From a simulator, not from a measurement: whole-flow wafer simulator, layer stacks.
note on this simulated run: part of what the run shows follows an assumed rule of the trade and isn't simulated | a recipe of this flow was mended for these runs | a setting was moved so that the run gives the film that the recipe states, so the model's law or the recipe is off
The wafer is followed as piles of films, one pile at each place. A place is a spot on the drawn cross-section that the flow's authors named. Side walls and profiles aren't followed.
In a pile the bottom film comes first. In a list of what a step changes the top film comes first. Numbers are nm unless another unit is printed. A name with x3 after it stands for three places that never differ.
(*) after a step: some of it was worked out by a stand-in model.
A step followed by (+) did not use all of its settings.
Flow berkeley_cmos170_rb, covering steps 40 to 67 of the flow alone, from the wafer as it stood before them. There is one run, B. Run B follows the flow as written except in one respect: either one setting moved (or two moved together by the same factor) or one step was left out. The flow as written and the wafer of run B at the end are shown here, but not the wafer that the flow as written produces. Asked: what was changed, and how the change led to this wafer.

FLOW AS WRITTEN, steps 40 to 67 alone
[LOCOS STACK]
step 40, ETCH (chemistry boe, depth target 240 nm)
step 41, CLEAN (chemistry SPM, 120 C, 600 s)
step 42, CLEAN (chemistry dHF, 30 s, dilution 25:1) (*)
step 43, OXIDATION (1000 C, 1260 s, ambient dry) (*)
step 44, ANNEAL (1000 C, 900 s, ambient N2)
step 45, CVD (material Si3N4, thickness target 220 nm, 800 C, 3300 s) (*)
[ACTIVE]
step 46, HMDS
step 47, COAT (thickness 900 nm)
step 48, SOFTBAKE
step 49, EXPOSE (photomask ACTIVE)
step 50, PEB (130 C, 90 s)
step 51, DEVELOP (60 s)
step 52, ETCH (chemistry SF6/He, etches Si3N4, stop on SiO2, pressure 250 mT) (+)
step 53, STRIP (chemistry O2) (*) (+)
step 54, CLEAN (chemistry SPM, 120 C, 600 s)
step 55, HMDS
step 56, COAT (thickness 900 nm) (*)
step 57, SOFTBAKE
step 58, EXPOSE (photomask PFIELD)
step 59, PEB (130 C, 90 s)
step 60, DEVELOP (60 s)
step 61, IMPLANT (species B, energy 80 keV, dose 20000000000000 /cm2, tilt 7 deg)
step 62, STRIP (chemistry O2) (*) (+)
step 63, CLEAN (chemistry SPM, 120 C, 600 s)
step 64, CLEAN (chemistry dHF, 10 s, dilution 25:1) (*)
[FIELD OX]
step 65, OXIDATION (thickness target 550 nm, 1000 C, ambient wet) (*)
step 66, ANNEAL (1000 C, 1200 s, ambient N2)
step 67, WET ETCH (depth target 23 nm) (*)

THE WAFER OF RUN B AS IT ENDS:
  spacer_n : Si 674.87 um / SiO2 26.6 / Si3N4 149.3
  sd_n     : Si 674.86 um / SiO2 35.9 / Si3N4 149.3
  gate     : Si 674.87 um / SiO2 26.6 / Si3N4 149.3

What caused this: step 45, CVD: 777 C was run, though the flow has 800 C.

The path from the change to this, step by step:
  step 45, CVD (material Si3N4, thickness target 220 nm, 800 C, 3300 s) (*)
      field, sd_n, spacer_n and 6 more: Si3N4 gains 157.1 (new film) (in the flow as written it would be: Si3N4 gains 220 (new film))
  step 52, ETCH (chemistry SF6/He, etches Si3N4, stop on SiO2, pressure 250 mT) (+)
      sd_n, spacer_n, gate, sd_p, spacer_p, gate_p, contact, m1: KrF-resist loses 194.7 (in the flow as written it would be: KrF-resist loses 263)
      field: Si3N4 loses 157.1 (all of it), SiO2 loses 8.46 (in the flow as written it would be: Si3N4 loses 220 (all of it), SiO2 loses 8.46)
  step 53, STRIP (chemistry O2) (*) (+)
      sd_n, spacer_n, gate, sd_p, spacer_p, gate_p, contact, m1: KrF-resist loses 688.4 (all of it) (in the flow as written it would be: KrF-resist loses 620 (all of it))
  step 56, COAT (thickness 900 nm) (*)
      sd_n: KrF-resist gains 814.8 (new film) (in the flow as written it would be: KrF-resist gains 782.7 (new film))
      spacer_n: KrF-resist gains 838.5 (new film) (in the flow as written it would be: KrF-resist gains 816.2 (new film))
      (also at 6 further places)
  step 62, STRIP (chemistry O2) (*) (+)
      sd_n: KrF-resist loses 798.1 (all of it) (in the flow as written it would be: KrF-resist loses 766.1 (all of it))
      spacer_n: KrF-resist loses 821.7 (all of it) (in the flow as written it would be: KrF-resist loses 799.5 (all of it))
      (also at 6 further places)
  step 65, OXIDATION (thickness target 550 nm, 1000 C, ambient wet) (*)
      gate: SiO2 gains 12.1 (new film), Si3N4 loses 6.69 (in the flow as written it would be: SiO2 gains 12.1 (new film), Si3N4 loses 6.69, SiO2 gains 0.05, Si loses 0.05)
      sd_n: SiO2 gains 12.1 (new film), Si3N4 loses 6.69, SiO2 gains 9.37, Si loses 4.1 (in the flow as written it would be: SiO2 gains 12.1 (new film), Si3N4 loses 6.69, SiO2 gains 1.54, Si loses 0.56)
      (also at 1 further place)
